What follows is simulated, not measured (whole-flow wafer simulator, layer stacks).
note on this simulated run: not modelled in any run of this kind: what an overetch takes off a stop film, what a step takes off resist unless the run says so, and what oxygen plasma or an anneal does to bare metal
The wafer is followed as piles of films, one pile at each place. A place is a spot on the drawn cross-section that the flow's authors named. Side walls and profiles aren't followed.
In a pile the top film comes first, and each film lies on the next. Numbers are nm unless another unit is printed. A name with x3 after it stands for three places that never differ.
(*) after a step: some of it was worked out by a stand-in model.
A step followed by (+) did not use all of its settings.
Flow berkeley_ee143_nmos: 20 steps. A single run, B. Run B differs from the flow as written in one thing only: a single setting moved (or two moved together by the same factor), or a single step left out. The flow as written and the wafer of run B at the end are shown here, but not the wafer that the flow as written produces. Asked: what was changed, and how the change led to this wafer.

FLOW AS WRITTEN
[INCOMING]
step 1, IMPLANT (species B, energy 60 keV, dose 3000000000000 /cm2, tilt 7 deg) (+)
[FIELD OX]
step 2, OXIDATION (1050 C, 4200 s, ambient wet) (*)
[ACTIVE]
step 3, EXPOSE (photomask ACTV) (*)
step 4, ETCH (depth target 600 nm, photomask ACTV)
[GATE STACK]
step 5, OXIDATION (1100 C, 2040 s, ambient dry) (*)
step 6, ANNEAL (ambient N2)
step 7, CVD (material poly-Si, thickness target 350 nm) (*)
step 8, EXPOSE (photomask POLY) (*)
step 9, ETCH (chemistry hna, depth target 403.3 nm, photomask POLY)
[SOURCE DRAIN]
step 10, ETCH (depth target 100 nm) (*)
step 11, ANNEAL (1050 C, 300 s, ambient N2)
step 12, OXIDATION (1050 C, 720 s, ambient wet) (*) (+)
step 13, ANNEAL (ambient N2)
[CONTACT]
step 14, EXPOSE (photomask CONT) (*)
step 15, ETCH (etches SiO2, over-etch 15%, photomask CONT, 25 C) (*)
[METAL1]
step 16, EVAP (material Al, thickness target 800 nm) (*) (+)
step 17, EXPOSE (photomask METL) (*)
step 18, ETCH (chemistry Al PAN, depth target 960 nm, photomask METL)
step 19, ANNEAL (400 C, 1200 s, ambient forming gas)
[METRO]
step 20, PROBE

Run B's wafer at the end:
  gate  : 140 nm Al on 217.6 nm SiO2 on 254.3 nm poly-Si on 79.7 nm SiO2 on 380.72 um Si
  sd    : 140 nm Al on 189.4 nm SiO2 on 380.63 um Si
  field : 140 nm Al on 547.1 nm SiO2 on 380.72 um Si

Cause: step 18, ETCH: depth target 660 nm was run, while the flow as written has depth target 960 nm.

How this came from the change, step by step:
  step 18, ETCH (chemistry Al PAN, depth target 960 nm, photomask METL)
      gate, sd, field: Al loses 660 (as written it would have been: Al loses 800 (all of it))
If metal films that touch count as one body, gate has 1 body; the flow as written gives 0 bodies.
If metal films that touch count as one body, sd has 1 body; the flow as written gives 0 bodies.
If metal films that touch count as one body, field has 1 body; the flow as written gives 0 bodies.
